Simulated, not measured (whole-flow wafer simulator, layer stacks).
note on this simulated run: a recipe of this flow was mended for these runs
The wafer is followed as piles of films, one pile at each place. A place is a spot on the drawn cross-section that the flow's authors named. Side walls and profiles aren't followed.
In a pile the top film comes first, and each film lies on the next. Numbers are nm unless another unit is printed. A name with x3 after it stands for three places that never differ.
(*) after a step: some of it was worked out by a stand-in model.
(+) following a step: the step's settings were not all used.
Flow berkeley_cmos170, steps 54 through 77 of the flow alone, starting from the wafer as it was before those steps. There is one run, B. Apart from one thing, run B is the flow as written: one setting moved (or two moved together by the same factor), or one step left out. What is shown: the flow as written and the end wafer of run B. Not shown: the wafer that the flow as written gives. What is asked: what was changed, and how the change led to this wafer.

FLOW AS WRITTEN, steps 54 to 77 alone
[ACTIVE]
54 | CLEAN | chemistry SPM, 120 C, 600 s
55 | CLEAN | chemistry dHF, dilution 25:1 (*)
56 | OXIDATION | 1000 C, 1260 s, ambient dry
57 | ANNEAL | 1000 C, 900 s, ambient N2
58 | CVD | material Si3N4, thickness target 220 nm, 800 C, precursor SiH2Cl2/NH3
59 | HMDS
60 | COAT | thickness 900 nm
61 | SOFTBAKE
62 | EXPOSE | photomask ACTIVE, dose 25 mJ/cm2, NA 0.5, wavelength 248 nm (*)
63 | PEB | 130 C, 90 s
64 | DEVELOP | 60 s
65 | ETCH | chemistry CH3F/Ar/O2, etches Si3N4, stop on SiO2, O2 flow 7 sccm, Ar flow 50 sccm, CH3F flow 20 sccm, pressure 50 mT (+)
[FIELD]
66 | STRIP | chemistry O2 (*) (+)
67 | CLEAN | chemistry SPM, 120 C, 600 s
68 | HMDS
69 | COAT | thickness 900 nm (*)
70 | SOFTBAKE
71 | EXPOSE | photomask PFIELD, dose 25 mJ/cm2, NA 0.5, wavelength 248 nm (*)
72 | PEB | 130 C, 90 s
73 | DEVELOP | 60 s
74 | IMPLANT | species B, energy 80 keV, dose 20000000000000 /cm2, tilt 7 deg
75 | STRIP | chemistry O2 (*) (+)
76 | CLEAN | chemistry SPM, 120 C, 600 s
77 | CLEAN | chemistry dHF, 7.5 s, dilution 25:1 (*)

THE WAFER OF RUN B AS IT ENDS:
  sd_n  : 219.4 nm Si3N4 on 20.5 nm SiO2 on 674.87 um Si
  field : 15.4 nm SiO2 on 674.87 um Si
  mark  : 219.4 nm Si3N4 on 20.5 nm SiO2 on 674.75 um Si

What caused this: step 56, OXIDATION: 973 C was run, while the flow as written has 1000 C.

Step by step, how the change led to this:
  56 | OXIDATION | 1000 C, 1260 s, ambient dry
      field, mark, sd_n and 10 more: SiO2 gains 20.5 (new film), Si loses 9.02 (it would be, as written: SiO2 gains 26.6 (new film), Si loses 11.7)
